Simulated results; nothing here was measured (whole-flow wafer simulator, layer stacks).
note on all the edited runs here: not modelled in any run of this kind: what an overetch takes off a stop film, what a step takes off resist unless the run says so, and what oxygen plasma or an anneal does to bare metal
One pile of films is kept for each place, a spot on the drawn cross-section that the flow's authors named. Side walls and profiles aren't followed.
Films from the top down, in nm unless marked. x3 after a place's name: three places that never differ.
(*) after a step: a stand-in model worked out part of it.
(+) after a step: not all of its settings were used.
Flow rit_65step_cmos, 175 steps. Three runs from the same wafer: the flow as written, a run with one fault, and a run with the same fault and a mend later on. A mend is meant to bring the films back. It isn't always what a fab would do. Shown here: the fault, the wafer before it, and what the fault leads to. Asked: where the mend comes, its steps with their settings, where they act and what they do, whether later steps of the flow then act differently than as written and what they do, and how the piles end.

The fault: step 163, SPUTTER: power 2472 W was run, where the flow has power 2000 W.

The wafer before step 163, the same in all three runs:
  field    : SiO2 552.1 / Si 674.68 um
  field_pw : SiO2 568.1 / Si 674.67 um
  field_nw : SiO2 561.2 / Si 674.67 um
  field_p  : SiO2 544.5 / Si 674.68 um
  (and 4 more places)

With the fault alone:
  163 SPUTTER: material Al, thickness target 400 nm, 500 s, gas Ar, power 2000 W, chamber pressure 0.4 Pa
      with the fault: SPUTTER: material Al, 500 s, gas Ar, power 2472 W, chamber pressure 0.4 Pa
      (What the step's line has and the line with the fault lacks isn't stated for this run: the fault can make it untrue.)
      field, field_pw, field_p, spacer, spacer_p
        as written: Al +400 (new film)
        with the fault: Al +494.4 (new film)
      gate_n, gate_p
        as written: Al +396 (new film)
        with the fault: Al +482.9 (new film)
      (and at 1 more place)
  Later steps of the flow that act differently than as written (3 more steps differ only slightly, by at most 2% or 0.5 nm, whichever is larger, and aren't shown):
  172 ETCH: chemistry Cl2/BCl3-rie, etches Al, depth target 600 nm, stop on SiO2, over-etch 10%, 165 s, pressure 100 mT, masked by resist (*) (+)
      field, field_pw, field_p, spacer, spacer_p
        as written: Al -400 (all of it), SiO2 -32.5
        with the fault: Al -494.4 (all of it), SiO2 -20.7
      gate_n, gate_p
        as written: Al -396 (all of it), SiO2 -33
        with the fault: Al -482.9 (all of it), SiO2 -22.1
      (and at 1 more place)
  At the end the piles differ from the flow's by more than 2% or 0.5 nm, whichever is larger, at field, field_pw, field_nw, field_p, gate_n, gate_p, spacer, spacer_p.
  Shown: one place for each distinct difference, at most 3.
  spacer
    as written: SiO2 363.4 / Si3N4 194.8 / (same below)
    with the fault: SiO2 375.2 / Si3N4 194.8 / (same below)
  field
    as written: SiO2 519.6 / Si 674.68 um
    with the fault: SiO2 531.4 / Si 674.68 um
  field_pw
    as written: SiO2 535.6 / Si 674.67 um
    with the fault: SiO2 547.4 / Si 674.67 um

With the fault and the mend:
  The mend comes after step 164.
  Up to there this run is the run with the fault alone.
  164a ETCH: chemistry al pan, depth target 567.4 nm
      field, field_pw, field_nw, field_p, spacer, spacer_p
        Al -494.4 (all of it)
      gate_n, gate_p
        Al -482.9 (all of it)
  164b SPUTTER: material Al, thickness target 400 nm, 500 s, gas Ar, power 2000 W, chamber pressure 0.4 Pa (the flow's step 163 once more)
      field, field_pw, field_p, spacer, spacer_p
        Al +400 (new film)
      gate_n, gate_p
        Al +396 (new film)
      field_nw
        Al +397.2 (new film)
  No later step of the flow acts differently than as written at any place that is followed.
  At the end the piles are the same as the flow's at every place that both follow.
